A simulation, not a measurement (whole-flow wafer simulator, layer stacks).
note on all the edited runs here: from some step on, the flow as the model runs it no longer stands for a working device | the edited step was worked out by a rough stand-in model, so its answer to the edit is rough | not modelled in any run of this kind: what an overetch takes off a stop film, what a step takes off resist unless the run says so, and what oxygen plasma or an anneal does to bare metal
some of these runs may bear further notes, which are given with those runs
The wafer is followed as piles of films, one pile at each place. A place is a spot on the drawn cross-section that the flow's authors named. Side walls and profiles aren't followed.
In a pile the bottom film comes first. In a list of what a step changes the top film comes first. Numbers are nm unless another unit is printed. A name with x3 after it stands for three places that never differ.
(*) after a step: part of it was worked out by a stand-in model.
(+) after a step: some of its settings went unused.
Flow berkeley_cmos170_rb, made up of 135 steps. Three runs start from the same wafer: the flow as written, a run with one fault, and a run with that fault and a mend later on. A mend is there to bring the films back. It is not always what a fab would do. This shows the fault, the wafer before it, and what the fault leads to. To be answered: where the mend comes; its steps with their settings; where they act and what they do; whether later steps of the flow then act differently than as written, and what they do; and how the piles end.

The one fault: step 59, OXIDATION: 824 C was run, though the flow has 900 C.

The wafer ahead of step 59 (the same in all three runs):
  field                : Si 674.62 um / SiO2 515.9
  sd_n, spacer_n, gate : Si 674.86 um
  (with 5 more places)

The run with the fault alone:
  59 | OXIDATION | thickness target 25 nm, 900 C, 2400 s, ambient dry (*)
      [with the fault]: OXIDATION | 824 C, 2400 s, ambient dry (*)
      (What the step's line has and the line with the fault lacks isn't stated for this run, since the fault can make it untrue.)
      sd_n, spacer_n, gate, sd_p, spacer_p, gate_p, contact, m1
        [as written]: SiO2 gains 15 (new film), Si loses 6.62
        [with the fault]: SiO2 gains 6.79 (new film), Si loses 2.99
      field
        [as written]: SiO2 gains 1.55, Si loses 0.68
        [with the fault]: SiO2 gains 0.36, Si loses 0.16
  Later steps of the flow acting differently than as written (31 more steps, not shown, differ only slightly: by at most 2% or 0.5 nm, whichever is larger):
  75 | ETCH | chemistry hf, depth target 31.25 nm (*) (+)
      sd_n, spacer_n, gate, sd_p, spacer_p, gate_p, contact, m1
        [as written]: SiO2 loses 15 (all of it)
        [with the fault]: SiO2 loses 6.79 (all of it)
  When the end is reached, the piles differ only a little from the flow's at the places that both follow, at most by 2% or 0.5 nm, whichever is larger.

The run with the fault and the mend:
  The mend stands after step 60.
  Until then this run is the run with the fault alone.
  60a | OXIDATION | 900 C, 1697 s, ambient dry (*) (the flow's step 59 again, with other settings)
      sd_n, spacer_n, gate, sd_p, spacer_p, gate_p, contact, m1
        SiO2 gains 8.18, Si loses 3.6
      field
        SiO2 gains 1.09, Si loses 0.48
  Later steps of the flow that are run all act as written at every place that is followed, up to a difference of at most 2% or 0.5 nm, whichever is larger.
  When the end is reached, the piles differ only a little from the flow's at the places that both follow, at most by 2% or 0.5 nm, whichever is larger.
